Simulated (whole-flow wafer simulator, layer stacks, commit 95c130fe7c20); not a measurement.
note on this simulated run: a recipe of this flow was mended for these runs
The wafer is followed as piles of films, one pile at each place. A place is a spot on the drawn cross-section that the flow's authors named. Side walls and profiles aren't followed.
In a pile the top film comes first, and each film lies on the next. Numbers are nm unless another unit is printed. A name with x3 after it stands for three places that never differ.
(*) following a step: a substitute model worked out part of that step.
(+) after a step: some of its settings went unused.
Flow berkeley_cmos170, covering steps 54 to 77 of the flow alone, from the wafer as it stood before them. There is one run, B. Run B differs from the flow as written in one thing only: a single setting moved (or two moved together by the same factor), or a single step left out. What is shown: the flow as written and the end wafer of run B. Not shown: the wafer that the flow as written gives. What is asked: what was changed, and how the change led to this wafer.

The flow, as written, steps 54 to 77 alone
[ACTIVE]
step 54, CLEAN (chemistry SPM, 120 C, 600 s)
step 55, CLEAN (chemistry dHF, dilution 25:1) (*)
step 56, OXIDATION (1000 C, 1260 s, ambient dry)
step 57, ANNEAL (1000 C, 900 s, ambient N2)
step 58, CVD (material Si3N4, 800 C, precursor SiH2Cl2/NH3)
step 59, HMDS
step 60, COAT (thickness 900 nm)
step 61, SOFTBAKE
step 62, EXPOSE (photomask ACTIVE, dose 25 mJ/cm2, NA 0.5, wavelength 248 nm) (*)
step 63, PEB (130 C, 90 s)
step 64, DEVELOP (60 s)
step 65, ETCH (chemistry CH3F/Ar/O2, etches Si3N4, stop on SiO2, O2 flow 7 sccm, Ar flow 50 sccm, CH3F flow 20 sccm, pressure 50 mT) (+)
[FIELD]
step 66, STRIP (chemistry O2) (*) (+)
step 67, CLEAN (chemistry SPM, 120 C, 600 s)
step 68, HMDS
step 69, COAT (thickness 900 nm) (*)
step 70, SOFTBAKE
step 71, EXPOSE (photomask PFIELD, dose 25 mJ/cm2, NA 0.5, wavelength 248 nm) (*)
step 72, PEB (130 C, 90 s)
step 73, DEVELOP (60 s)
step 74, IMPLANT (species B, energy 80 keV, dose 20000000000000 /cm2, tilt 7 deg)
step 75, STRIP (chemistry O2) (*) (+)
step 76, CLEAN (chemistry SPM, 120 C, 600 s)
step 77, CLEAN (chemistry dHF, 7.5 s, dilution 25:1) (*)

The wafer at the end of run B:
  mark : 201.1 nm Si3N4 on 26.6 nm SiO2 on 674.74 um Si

Cause: step 58, CVD: 792 C was run, whereas the flow has 800 C.

Step by step, how the change led to this:
  step 58, CVD (material Si3N4, 800 C, precursor SiH2Cl2/NH3)
      field, mark, sd_n and 10 more: Si3N4 gains 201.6 (new film) (it would be, as written: Si3N4 gains 220 (new film))
  step 65, ETCH (chemistry CH3F/Ar/O2, etches Si3N4, stop on SiO2, O2 flow 7 sccm, Ar flow 50 sccm, CH3F flow 20 sccm, pressure 50 mT) (+)
      mark, sd_n, spacer_n and 9 more: KrF-resist loses 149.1 (it would be, as written: KrF-resist loses 161.3)
      field: Si3N4 loses 201.6 (all of it), SiO2 loses 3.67 (it would be, as written: Si3N4 loses 220 (all of it), SiO2 loses 3.67)
